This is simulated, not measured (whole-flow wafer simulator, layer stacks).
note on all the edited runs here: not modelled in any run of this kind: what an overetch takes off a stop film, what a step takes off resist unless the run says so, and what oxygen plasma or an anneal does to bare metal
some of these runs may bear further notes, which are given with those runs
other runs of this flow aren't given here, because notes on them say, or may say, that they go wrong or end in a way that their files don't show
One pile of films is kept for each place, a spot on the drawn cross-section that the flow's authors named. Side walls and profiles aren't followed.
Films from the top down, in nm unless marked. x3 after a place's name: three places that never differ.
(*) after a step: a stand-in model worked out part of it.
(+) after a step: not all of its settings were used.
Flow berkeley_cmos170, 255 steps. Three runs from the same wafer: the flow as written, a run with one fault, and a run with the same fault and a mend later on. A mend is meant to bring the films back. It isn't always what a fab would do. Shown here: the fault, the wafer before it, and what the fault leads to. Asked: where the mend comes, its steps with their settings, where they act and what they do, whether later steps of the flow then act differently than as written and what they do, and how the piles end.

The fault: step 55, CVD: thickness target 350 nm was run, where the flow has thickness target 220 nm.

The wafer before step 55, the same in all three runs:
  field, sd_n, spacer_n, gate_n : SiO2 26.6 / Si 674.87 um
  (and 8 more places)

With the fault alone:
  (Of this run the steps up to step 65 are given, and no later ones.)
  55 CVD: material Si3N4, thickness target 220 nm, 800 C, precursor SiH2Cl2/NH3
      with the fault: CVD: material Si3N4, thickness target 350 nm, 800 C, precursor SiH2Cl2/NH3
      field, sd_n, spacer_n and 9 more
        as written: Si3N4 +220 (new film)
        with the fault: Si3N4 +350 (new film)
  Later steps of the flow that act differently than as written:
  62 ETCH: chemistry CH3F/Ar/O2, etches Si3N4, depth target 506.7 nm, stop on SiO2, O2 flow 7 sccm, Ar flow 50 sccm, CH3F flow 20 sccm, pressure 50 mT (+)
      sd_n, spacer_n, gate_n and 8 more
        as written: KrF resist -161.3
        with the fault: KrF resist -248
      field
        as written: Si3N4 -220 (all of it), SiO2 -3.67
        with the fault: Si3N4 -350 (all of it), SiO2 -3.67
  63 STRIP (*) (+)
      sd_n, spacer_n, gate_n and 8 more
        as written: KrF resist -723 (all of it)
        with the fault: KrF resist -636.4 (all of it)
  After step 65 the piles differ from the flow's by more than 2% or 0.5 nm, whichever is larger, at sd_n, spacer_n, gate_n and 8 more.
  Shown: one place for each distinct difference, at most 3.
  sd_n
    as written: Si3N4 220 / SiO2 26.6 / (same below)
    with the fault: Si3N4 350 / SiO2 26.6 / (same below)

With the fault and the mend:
  The mend comes after step 55.
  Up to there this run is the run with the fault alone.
  55a ETCH: chemistry h3po4, depth target 130 nm
      field, sd_n, spacer_n and 9 more
        Si3N4 -130
  No later step of the flow acts differently than as written at any place that is followed.
  At the end the piles are the same as the flow's at every place that both follow.
